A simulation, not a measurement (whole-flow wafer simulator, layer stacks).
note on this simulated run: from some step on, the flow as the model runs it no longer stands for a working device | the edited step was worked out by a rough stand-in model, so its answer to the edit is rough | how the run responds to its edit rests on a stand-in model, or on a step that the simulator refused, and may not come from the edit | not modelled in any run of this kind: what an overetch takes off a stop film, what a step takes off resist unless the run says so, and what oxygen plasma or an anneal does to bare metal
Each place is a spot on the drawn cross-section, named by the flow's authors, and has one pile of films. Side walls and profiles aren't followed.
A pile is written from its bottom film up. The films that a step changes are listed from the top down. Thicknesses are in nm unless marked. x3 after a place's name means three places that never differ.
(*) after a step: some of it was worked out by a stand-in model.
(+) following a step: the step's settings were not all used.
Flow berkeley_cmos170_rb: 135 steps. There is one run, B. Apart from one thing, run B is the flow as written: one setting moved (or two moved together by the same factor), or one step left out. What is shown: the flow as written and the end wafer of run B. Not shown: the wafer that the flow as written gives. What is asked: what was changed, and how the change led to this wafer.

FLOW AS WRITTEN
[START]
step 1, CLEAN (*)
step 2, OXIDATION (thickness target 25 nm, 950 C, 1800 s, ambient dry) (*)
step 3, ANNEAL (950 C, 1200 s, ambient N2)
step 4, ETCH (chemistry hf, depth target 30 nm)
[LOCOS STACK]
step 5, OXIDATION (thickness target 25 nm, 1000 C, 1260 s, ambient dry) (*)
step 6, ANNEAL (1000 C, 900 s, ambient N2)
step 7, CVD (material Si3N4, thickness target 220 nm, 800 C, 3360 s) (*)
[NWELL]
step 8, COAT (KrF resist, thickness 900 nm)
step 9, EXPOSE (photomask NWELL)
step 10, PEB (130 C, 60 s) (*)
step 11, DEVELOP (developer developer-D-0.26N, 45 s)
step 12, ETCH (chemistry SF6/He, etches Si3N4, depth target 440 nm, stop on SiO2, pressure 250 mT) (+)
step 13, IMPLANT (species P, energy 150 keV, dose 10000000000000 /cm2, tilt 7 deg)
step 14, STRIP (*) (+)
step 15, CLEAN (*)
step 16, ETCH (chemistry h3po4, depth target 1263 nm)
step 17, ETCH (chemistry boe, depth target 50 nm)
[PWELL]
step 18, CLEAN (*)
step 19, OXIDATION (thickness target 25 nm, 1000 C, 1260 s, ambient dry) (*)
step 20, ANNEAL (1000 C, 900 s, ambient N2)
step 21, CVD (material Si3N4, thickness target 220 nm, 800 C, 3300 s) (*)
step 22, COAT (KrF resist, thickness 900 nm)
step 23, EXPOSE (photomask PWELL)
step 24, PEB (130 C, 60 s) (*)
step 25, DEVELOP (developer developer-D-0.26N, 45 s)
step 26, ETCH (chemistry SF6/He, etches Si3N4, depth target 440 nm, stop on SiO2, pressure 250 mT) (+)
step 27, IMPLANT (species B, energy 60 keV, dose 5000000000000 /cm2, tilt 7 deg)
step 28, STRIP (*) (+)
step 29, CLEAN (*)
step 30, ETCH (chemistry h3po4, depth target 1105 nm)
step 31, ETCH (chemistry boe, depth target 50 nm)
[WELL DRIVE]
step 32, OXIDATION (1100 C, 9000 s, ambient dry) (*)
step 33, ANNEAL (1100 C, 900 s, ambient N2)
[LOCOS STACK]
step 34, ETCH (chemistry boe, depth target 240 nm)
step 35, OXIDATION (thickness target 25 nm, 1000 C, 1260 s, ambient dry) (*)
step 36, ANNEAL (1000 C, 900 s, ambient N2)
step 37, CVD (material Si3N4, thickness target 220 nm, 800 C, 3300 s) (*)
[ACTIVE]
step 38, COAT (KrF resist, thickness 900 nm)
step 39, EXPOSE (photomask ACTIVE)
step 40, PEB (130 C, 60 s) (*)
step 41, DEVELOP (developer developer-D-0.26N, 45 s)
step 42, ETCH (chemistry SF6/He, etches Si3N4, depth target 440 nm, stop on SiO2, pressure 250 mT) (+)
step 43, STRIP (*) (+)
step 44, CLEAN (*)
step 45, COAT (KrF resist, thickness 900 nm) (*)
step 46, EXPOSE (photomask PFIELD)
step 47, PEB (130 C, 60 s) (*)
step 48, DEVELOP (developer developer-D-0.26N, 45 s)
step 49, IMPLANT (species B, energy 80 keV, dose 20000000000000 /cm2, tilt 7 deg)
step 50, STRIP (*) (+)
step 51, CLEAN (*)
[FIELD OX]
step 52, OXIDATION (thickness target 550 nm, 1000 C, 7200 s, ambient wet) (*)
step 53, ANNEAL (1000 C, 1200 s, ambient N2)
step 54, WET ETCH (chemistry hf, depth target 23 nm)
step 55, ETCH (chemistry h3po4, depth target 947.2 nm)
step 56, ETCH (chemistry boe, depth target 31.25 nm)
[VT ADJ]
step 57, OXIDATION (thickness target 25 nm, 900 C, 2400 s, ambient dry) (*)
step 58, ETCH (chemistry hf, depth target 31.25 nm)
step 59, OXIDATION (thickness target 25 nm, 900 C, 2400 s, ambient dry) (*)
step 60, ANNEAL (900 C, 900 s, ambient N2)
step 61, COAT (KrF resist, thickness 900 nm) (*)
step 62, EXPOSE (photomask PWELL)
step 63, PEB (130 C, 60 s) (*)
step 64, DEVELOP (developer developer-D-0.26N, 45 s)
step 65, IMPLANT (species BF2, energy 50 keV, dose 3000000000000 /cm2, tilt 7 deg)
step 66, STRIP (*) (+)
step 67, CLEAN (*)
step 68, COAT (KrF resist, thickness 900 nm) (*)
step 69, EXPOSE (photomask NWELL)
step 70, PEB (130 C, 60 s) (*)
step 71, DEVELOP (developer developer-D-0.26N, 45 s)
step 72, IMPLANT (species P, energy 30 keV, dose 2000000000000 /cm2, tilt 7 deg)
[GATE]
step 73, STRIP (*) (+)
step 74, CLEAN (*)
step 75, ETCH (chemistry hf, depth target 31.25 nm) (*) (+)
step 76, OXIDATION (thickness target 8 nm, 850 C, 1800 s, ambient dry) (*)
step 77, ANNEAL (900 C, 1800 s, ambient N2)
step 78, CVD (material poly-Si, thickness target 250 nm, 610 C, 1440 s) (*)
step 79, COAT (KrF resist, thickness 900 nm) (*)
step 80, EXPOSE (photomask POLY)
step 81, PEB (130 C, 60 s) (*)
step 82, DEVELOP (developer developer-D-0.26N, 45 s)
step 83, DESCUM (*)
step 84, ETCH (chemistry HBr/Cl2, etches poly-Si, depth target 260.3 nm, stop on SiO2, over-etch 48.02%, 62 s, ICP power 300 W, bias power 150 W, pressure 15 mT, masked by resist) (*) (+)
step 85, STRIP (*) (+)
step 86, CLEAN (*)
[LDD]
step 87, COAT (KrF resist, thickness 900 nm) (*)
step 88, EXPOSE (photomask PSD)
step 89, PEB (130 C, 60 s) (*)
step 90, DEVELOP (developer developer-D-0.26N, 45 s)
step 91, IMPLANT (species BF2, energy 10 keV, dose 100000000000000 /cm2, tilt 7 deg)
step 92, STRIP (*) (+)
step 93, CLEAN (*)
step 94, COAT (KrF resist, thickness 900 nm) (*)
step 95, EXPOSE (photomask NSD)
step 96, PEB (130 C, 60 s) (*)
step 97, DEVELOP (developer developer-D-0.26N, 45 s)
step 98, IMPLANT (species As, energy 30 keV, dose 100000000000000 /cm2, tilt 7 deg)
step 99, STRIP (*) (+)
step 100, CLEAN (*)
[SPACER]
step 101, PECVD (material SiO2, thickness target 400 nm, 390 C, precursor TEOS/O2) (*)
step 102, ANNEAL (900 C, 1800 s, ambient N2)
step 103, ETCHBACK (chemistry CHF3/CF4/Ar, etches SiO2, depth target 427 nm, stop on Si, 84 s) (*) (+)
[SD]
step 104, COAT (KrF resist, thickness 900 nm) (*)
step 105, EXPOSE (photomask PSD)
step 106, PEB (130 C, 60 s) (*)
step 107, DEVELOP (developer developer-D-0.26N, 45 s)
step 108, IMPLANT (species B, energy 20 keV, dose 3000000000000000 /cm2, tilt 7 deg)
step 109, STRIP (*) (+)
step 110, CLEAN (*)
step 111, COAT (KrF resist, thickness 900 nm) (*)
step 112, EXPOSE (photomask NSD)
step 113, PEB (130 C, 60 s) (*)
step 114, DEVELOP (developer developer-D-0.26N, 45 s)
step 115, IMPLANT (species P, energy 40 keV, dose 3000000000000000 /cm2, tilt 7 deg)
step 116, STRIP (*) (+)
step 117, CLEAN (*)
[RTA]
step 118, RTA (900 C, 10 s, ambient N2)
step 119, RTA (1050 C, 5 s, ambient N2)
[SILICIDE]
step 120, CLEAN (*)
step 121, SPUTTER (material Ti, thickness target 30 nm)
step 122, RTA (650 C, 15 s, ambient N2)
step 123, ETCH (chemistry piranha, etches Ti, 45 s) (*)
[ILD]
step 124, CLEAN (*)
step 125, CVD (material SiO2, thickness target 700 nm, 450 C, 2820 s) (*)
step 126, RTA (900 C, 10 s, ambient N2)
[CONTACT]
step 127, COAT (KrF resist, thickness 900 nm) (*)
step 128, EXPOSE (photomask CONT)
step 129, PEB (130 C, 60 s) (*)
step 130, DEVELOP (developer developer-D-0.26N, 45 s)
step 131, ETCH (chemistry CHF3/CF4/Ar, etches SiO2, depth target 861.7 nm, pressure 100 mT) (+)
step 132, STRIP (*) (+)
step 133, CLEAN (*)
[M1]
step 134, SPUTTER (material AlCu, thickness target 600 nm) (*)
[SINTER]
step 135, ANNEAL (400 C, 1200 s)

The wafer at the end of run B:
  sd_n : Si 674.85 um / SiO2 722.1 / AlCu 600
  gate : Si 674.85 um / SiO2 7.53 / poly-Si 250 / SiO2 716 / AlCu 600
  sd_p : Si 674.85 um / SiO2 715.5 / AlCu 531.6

The reason: step 103, ETCHBACK: depth target 384 nm was run, while the flow as written has depth target 427 nm.

Step by step, how the change led to this:
  step 103, ETCHBACK (chemistry CHF3/CF4/Ar, etches SiO2, depth target 427 nm, stop on Si, 84 s) (*) (+)
      sd_n, contact, m1: SiO2 loses 384 (as written it would have been: SiO2 loses 406.1 (all of it))
      gate, gate_p: SiO2 loses 384 (as written it would have been: SiO2 loses 400 (all of it))
      (and at 4 other places as well)
  step 104, COAT (KrF resist, thickness 900 nm) (*)
      sd_n: KrF resist gains 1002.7 (new film) (as written it would have been: KrF resist gains 982.1 (new film))
      gate: KrF resist gains 786.6 (new film) (as written it would have been: KrF resist gains 742.1 (new film))
      (and at 2 other places as well)
  step 107, DEVELOP (developer developer-D-0.26N, 45 s)
      sd_p: KrF resist loses 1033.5 (all of it) (as written it would have been: KrF resist loses 990.7 (all of it))
      gate_p: KrF resist loses 782.3 (all of it) (as written it would have been: KrF resist loses 743.2 (all of it))
  step 109, STRIP (*) (+)
      sd_n: KrF resist loses 988.5 (all of it) (as written it would have been: KrF resist loses 967.9 (all of it))
      gate: KrF resist loses 772.4 (all of it) (as written it would have been: KrF resist loses 727.9 (all of it))
  step 111, COAT (KrF resist, thickness 900 nm) (*)
      sd_n: KrF resist gains 1002.7 (new film) (as written it would have been: KrF resist gains 982.1 (new film))
      gate: KrF resist gains 786.6 (new film) (as written it would have been: KrF resist gains 742.1 (new film))
      (and at 2 other places as well)
  step 114, DEVELOP (developer developer-D-0.26N, 45 s)
      sd_n: KrF resist loses 1002.7 (all of it) (as written it would have been: KrF resist loses 982.1 (all of it))
      gate: KrF resist loses 786.6 (all of it) (as written it would have been: KrF resist loses 742.1 (all of it))
  step 116, STRIP (*) (+)
      sd_p: KrF resist loses 1019.3 (all of it) (as written it would have been: KrF resist loses 976.5 (all of it))
      gate_p: KrF resist loses 768.1 (all of it) (as written it would have been: KrF resist loses 729 (all of it))
  step 121, SPUTTER (material Ti, thickness target 30 nm)
      sd_p: Ti gains 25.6 (new film) (as written it would have been: Ti gains 27.1 (new film))
  step 122, RTA (650 C, 15 s, ambient N2)
      sd_n, contact, m1: nothing (as written it would have been: Ti loses 23.4, TiSi first gains 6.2 (new film), TiSi2 C49 gains 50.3 (new film), Si loses 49)
      gate, gate_p: nothing (as written it would have been: Ti loses 23.4, TiSi first gains 6.2 (new film), TiSi2 C49 gains 50.3 (new film), poly-Si loses 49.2)
      (and at 1 other place as well)
  step 123, ETCH (chemistry piranha, etches Ti, 45 s) (*)
      sd_n, gate, gate_p, contact, m1: Ti loses 30 (all of it) (as written it would have been: Ti loses 6.6 (all of it))
      sd_p: Ti loses 25.6 (all of it) (as written it would have been: Ti loses 5.96 (all of it))
  step 125, CVD (material SiO2, thickness target 700 nm, 450 C, 2820 s) (*)
      sd_n, gate, gate_p, contact, m1: SiO2 gains 700 (as written it would have been: SiO2 gains 700 (new film))
      sd_p: SiO2 gains 711.1 (as written it would have been: SiO2 gains 700 (new film))
  step 126, RTA (900 C, 10 s, ambient N2)
      sd_n, contact, m1: nothing (as written it would have been: under 1 film: TiSi2 gains 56 (new film), TiSi first loses 6.2 (all of it), TiSi2 C49 loses 50.3 (all of it), Si loses 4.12)
      gate, gate_p: nothing (as written it would have been: under 1 film: TiSi2 gains 56 (new film), TiSi first loses 6.2 (all of it), TiSi2 C49 loses 50.3 (all of it), poly-Si loses 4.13)
      (and at 1 other place as well)
  step 127, COAT (KrF resist, thickness 900 nm) (*)
      gate: KrF resist gains 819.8 (new film) (as written it would have been: KrF resist gains 798.4 (new film))
      sd_p: KrF resist gains 1062.9 (new film) (as written it would have been: KrF resist gains 1039.8 (new film))
      (and at 1 other place as well)
  step 131, ETCH (chemistry CHF3/CF4/Ar, etches SiO2, depth target 861.7 nm, pressure 100 mT) (+)
      contact: SiO2 loses 722.1 (all of it), Si loses 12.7 (as written it would have been: SiO2 loses 700 (all of it), TiSi2 loses 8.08)
  step 132, STRIP (*) (+)
      gate: KrF resist loses 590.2 (all of it) (as written it would have been: KrF resist loses 568.8 (all of it))
      sd_p: KrF resist loses 833.2 (all of it) (as written it would have been: KrF resist loses 810.2 (all of it))
      (and at 1 other place as well)
  step 134, SPUTTER (material AlCu, thickness target 600 nm) (*)
      sd_p: AlCu gains 531.6 (new film) (as written it would have been: AlCu gains 545.9 (new film))
